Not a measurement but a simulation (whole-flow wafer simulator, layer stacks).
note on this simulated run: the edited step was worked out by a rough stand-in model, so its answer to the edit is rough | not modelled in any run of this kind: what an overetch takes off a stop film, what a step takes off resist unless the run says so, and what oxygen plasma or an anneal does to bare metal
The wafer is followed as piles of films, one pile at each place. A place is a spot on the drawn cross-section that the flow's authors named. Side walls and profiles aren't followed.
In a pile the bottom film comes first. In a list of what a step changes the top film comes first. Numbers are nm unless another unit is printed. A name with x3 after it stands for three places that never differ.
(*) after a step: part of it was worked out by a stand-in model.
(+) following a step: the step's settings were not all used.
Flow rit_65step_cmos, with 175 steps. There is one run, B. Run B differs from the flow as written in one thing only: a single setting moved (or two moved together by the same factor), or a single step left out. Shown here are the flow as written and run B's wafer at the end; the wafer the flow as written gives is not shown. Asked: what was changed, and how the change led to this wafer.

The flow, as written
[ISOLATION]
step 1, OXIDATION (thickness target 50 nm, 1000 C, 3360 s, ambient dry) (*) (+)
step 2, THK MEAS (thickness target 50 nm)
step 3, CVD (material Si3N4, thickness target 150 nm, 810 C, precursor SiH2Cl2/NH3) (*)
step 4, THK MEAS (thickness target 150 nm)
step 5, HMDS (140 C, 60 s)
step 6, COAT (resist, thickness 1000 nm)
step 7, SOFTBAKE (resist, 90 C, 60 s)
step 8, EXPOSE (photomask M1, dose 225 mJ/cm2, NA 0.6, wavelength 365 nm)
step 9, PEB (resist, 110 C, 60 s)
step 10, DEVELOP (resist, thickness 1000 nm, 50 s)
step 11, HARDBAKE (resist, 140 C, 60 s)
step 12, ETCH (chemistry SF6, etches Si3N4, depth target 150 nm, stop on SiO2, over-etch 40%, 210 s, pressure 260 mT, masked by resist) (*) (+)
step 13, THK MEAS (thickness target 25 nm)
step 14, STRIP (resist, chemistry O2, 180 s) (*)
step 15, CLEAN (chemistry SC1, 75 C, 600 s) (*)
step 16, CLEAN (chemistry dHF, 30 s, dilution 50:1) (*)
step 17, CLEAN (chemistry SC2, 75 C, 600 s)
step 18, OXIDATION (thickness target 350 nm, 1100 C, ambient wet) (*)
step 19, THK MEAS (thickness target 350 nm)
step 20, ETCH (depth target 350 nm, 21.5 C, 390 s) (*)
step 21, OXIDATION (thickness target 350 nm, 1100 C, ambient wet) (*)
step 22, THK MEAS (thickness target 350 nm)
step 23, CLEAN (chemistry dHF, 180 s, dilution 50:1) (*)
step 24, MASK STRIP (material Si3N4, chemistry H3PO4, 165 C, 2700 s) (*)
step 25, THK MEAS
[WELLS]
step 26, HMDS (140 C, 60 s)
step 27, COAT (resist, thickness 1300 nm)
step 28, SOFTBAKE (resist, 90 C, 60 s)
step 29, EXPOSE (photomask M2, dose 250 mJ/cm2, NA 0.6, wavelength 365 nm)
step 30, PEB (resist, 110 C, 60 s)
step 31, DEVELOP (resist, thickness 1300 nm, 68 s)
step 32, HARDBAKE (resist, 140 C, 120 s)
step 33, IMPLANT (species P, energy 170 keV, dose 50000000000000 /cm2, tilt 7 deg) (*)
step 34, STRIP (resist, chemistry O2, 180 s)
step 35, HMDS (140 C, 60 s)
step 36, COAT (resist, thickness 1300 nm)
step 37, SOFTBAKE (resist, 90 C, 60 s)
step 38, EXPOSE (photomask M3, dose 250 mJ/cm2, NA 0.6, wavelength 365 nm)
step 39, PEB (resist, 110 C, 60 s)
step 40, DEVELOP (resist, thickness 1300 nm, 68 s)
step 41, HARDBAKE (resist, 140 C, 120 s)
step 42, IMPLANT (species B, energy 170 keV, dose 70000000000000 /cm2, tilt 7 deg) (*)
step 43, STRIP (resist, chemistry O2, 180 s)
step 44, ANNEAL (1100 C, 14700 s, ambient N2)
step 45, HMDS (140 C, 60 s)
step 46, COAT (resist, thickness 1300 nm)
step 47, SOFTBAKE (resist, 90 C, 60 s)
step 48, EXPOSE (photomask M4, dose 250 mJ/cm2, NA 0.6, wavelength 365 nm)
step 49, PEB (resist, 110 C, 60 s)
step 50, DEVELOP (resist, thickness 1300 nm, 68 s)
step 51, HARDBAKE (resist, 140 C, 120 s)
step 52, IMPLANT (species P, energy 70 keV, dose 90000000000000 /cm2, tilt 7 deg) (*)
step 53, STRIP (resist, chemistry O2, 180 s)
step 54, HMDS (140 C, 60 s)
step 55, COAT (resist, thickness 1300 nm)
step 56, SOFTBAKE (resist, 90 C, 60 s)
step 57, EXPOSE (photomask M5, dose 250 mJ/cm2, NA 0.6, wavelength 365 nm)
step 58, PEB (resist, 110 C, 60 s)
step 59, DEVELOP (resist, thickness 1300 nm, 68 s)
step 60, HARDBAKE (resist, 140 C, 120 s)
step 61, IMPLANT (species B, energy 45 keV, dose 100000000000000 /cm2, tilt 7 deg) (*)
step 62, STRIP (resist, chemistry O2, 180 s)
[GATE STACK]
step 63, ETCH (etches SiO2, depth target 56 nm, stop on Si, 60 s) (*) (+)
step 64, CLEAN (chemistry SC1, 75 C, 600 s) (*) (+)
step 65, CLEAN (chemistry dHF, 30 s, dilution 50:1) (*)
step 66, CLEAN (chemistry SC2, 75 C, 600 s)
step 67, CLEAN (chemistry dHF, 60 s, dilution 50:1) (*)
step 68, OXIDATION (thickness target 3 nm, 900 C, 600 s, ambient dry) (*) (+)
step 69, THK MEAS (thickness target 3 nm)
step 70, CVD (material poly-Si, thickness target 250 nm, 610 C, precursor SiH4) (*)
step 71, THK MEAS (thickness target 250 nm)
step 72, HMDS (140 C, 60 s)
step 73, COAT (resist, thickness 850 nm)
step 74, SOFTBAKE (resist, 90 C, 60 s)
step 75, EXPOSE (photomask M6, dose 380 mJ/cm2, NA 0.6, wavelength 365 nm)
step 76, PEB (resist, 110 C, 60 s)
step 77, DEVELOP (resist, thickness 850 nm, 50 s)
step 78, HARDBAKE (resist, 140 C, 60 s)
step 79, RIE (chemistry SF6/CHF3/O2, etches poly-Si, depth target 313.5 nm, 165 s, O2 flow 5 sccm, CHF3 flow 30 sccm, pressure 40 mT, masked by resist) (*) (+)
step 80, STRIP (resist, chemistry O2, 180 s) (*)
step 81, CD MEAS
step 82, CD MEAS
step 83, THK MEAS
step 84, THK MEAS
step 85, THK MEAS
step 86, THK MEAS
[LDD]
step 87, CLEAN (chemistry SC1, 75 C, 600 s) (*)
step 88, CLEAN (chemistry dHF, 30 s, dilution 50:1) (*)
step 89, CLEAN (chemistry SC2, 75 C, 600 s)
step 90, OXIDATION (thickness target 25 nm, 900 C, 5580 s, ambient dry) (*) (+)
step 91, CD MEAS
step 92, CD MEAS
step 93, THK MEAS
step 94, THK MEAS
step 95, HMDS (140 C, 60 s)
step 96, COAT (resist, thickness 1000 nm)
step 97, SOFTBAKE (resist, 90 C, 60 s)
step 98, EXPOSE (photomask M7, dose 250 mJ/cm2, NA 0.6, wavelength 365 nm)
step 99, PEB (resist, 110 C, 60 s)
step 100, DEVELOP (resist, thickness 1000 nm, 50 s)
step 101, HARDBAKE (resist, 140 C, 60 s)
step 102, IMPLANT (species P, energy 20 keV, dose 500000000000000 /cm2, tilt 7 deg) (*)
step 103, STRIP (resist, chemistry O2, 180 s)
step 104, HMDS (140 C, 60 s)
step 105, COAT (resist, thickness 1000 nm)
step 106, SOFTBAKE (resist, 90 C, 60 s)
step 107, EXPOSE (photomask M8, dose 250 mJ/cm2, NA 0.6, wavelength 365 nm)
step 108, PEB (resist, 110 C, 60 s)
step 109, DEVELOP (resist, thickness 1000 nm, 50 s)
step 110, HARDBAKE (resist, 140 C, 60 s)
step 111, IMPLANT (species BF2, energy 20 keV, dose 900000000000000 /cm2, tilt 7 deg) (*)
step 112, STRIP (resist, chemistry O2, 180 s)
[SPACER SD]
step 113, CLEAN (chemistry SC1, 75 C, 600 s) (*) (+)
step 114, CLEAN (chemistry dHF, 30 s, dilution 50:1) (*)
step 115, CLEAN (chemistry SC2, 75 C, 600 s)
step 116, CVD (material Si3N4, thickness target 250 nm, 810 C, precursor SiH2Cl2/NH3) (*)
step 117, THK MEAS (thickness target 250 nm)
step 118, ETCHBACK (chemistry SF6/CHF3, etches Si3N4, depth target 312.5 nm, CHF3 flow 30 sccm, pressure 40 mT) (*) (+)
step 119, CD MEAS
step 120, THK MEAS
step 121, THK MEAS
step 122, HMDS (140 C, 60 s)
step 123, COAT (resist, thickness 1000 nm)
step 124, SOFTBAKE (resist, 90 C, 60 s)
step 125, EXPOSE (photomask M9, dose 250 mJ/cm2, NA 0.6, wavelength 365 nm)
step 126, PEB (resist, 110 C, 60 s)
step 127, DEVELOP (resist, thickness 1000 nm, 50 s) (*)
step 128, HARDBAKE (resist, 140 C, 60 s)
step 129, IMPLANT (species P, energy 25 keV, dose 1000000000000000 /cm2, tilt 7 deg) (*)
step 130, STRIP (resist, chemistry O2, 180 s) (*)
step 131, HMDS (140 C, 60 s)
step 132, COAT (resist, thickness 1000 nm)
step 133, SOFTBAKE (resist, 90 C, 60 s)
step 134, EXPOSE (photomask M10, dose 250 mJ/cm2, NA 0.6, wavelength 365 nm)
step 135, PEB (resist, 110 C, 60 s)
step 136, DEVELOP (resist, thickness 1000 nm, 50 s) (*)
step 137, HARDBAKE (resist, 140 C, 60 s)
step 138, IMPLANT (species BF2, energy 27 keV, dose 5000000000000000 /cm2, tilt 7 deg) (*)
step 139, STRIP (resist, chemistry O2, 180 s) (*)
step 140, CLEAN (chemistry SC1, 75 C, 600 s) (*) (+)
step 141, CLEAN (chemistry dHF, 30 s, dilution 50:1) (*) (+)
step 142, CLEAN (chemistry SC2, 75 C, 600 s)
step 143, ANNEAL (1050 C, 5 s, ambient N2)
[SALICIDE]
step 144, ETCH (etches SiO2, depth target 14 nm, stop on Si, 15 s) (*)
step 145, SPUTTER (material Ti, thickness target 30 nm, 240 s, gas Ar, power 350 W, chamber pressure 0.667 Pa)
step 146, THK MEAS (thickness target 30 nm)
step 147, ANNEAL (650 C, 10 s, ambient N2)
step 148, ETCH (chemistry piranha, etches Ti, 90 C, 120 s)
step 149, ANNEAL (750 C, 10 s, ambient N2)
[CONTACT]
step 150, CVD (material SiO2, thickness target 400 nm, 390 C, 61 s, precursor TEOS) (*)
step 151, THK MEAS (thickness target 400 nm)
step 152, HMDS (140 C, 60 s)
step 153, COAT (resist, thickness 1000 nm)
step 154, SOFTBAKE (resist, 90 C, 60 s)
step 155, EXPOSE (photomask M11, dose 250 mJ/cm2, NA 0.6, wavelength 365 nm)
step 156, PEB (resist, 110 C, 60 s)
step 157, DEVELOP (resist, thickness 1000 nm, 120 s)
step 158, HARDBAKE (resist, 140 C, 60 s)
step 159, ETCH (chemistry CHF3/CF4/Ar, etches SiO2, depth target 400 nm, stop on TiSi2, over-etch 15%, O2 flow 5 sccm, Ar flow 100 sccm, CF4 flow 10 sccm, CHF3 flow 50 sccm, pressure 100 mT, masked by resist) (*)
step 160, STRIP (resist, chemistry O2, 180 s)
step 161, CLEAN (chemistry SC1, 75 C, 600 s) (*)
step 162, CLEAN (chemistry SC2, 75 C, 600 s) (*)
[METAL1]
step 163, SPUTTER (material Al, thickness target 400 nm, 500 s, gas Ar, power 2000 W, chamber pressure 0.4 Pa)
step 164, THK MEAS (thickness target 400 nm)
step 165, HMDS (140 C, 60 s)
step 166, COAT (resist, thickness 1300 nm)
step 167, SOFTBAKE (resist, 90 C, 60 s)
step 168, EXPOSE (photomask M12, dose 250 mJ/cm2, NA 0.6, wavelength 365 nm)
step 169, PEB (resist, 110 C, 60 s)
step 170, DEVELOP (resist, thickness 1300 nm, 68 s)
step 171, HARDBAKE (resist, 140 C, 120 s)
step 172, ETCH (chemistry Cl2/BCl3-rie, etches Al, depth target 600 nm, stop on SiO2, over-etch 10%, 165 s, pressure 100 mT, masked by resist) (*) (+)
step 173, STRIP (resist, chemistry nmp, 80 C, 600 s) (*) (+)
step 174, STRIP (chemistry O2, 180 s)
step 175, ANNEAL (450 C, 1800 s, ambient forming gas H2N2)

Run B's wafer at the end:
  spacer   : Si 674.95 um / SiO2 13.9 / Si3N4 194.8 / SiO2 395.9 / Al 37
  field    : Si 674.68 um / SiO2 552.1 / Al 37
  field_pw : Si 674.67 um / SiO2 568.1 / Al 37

Cause: step 172, ETCH: depth target 330 nm was run, though the flow has depth target 600 nm.

The path from the change to this, step by step:
  step 172, ETCH (chemistry Cl2/BCl3-rie, etches Al, depth target 600 nm, stop on SiO2, over-etch 10%, 165 s, pressure 100 mT, masked by resist) (*) (+)
      field, field_pw, field_p, spacer, spacer_p: Al loses 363 (in the flow as written it would be: Al loses 400 (all of it), SiO2 loses 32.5)
      gate_n, gate_p: Al loses 363 (in the flow as written it would be: Al loses 396 (all of it), SiO2 loses 33)
      (also at 1 further place)
With metal films that touch counted as one body, spacer has 1 body; the flow as written gives 0 bodies.
With metal films that touch counted as one body, field has 1 body; the flow as written gives 0 bodies.
With metal films that touch counted as one body, field_pw has 1 body; the flow as written gives 0 bodies.
